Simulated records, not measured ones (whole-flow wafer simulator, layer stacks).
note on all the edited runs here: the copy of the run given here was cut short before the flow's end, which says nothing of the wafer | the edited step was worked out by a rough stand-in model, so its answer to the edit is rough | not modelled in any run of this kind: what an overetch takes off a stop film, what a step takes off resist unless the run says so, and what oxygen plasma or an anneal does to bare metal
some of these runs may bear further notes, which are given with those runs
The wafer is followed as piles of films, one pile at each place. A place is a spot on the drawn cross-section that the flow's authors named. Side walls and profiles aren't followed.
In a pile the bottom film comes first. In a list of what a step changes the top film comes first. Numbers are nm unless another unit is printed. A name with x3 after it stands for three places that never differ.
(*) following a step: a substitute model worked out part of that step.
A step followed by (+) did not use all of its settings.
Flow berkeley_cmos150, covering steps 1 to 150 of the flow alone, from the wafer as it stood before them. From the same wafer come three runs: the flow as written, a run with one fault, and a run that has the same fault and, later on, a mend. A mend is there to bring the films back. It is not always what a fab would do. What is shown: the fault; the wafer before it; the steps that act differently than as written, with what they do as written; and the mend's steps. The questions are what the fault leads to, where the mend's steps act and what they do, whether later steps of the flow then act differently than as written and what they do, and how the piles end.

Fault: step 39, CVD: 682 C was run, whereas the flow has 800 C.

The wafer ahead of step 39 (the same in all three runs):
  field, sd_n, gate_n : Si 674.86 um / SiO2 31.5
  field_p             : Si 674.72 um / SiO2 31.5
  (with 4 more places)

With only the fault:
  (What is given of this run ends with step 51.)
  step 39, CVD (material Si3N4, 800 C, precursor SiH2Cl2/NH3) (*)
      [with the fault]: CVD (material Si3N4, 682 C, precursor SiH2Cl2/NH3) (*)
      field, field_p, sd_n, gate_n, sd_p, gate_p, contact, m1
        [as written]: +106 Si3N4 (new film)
        [with the fault]: +14.4 Si3N4 (new film)
  Steps further on in the flow that do not act as written:
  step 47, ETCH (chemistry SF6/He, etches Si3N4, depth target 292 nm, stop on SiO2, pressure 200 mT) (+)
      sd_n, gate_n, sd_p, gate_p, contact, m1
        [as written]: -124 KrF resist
        [with the fault]: -24.4 KrF resist
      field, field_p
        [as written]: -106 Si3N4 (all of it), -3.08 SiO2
        [with the fault]: -14.4 Si3N4 (all of it), -3.08 SiO2
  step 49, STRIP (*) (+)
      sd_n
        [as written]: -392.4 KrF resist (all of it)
        [with the fault]: -492 KrF resist (all of it)
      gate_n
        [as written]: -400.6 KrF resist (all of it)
        [with the fault]: -500.2 KrF resist (all of it)
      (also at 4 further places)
  The piles after step 51 differ from the flow's at sd_n, gate_n, sd_p, gate_p, contact, m1 by more than 2% or 0.5 nm, whichever is larger.
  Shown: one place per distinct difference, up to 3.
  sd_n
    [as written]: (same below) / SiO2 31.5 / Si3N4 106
    [with the fault]: (same below) / SiO2 31.5 / Si3N4 14.4

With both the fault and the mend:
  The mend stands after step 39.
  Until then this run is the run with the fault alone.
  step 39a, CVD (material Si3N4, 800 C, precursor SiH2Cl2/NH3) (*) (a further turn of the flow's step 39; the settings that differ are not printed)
      field, field_p, sd_n, gate_n, sd_p, gate_p, contact, m1
        +91.6 Si3N4
  None of the later steps of the flow acts differently than as written at any place that is followed.
  At every place that both follow, the piles at the end match the flow's.
